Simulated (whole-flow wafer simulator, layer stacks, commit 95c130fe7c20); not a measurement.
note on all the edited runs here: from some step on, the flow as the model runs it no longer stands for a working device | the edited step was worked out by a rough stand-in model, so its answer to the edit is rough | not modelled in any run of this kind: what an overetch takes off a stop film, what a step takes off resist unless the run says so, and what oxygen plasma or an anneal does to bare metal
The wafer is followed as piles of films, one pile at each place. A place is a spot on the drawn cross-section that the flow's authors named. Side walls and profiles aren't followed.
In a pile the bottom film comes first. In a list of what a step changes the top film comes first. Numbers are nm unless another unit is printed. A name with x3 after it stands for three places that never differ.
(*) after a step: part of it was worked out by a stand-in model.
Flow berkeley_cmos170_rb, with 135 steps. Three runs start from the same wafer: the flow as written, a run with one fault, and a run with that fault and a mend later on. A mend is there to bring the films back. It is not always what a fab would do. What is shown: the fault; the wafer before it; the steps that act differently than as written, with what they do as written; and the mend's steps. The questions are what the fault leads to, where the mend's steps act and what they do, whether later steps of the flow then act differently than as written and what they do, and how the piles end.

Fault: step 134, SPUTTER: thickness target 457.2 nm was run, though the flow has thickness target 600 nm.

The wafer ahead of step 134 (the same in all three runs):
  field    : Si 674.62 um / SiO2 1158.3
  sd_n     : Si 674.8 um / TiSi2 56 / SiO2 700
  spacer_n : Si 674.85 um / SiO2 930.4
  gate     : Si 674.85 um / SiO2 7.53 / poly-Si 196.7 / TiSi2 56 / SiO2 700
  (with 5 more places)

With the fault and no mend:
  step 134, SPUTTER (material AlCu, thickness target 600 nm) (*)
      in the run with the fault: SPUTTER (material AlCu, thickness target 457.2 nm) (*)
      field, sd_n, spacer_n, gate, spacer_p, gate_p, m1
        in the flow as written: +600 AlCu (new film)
        in the run with the fault: +457.2 AlCu (new film)
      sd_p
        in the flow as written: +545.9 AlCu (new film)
        in the run with the fault: +411 AlCu (new film)
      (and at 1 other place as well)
  Later steps of the flow that are run all act as written at every place that is followed.
  At field, sd_n, spacer_n and 6 more, the piles at the end differ from the flow's by more than 2% or 0.5 nm, whichever is larger.
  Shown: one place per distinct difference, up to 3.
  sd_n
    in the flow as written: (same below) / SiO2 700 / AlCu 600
    in the run with the fault: (same below) / SiO2 700 / AlCu 457.2
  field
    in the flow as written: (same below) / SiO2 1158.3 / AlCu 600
    in the run with the fault: (same below) / SiO2 1158.3 / AlCu 457.2
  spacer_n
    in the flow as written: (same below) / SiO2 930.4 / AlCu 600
    in the run with the fault: (same below) / SiO2 930.4 / AlCu 457.2

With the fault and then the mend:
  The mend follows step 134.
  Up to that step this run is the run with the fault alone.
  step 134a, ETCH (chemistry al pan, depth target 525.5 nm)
      field, sd_n, spacer_n, gate, spacer_p, gate_p, m1
        -457.2 AlCu (all of it)
      sd_p
        -411 AlCu (all of it)
      contact
        -319.7 AlCu (all of it)
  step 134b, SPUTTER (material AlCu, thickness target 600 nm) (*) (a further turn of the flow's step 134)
      field, sd_n, spacer_n, gate, spacer_p, gate_p, m1
        +600 AlCu (new film)
      sd_p
        +545.9 AlCu (new film)
      contact
        +415.1 AlCu (new film)
  Later steps of the flow that are run all act as written at every place that is followed.
  At every place that both follow, the piles at the end match the flow's.
